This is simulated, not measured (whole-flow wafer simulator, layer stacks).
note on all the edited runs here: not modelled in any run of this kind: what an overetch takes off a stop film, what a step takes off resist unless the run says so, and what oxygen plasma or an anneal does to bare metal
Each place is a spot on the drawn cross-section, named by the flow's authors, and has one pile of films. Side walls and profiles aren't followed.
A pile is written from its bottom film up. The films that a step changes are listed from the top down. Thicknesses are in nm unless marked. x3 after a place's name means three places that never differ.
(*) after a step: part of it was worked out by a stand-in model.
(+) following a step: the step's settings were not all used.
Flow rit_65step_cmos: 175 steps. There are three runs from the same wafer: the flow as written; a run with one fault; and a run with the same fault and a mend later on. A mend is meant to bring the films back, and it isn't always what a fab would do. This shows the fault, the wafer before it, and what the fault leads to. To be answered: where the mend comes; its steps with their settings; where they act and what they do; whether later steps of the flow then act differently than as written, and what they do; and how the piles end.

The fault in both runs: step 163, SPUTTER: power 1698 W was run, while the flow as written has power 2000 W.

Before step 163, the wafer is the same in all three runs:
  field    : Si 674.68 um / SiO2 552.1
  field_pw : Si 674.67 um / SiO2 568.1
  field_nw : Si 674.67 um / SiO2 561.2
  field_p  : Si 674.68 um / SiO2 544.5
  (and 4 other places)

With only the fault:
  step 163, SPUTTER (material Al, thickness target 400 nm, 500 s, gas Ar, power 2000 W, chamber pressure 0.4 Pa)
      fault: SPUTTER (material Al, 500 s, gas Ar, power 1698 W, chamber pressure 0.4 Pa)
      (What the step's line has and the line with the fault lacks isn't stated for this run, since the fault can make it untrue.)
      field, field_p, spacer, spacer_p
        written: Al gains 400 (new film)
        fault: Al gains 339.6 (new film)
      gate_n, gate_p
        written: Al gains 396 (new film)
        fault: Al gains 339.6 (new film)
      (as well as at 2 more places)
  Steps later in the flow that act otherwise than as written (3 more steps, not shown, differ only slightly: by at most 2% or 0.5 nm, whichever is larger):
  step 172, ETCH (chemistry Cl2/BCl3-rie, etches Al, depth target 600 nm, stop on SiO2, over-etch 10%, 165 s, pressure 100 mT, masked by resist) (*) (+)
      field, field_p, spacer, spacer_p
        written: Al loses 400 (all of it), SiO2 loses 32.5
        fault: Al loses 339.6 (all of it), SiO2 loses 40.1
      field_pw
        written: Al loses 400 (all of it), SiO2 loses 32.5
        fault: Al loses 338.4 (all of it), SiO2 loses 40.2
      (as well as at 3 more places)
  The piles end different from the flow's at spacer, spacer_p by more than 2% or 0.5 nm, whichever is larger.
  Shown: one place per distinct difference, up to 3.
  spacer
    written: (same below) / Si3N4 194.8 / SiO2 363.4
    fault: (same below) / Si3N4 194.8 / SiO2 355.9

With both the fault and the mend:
  The mend follows step 164.
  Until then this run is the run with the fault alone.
  step 164a, ETCH (chemistry al pan, depth target 391.3 nm)
      field, field_p, gate_n, gate_p, spacer, spacer_p
        Al loses 339.6 (all of it)
      field_pw
        Al loses 338.4 (all of it)
      field_nw
        Al loses 339 (all of it)
  step 164b, SPUTTER (material Al, thickness target 400 nm, 500 s, gas Ar, power 2000 W, chamber pressure 0.4 Pa) (the flow's step 163 again)
      field, field_pw, field_p, spacer, spacer_p
        Al gains 400 (new film)
      gate_n, gate_p
        Al gains 396 (new film)
      field_nw
        Al gains 397.2 (new film)
  Later steps of the flow that are run all act as written at every place that is followed.
  By the end, the piles equal the flow's at every place that both follow.
